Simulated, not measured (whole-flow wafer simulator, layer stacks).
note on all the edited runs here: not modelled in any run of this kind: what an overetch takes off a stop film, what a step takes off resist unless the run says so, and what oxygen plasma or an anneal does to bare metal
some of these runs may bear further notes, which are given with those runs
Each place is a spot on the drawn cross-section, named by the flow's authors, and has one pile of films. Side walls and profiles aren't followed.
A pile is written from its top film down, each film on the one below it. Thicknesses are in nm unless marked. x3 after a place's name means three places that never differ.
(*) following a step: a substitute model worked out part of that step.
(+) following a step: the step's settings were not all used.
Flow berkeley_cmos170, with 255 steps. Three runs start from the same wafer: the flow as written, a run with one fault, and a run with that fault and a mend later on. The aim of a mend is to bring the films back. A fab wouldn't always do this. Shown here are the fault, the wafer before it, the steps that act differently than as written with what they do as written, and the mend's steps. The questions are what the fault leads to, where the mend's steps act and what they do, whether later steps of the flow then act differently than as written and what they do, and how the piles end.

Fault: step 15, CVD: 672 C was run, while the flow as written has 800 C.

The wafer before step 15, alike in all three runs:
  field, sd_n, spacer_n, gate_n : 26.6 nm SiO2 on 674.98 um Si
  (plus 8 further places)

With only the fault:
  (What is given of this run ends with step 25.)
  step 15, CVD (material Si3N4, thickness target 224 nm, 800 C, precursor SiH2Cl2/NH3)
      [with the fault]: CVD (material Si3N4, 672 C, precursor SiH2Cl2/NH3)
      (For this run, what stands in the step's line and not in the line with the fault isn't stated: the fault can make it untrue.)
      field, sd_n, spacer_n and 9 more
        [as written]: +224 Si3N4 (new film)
        [with the fault]: +24.3 Si3N4 (new film)
  Steps later in the flow that act otherwise than as written:
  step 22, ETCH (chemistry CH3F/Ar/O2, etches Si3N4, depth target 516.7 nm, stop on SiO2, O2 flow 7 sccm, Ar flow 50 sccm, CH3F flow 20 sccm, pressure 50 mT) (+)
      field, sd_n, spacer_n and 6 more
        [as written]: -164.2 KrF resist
        [with the fault]: -31.1 KrF resist
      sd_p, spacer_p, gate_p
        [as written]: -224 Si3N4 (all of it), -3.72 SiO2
        [with the fault]: -24.3 Si3N4 (all of it), -3.72 SiO2
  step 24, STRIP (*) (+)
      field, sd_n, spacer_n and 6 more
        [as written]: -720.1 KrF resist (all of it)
        [with the fault]: -853.3 KrF resist (all of it)
  Once step 25 is done, the piles at field, sd_n, spacer_n and 6 more depart from the flow's by more than 2% or 0.5 nm, whichever is larger.
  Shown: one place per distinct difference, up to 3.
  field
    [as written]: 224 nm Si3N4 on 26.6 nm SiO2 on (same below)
    [with the fault]: 24.3 nm Si3N4 on 26.6 nm SiO2 on (same below)

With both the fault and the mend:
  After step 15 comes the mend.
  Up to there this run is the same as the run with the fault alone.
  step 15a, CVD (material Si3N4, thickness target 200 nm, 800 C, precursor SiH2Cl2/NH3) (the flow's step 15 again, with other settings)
      field, sd_n, spacer_n and 9 more
        +200 Si3N4
  Later steps of the flow that are run all act as written at every place that is followed, up to a difference of at most 2% or 0.5 nm, whichever is larger.
  The piles end the same as the flow's at every place that both follow.
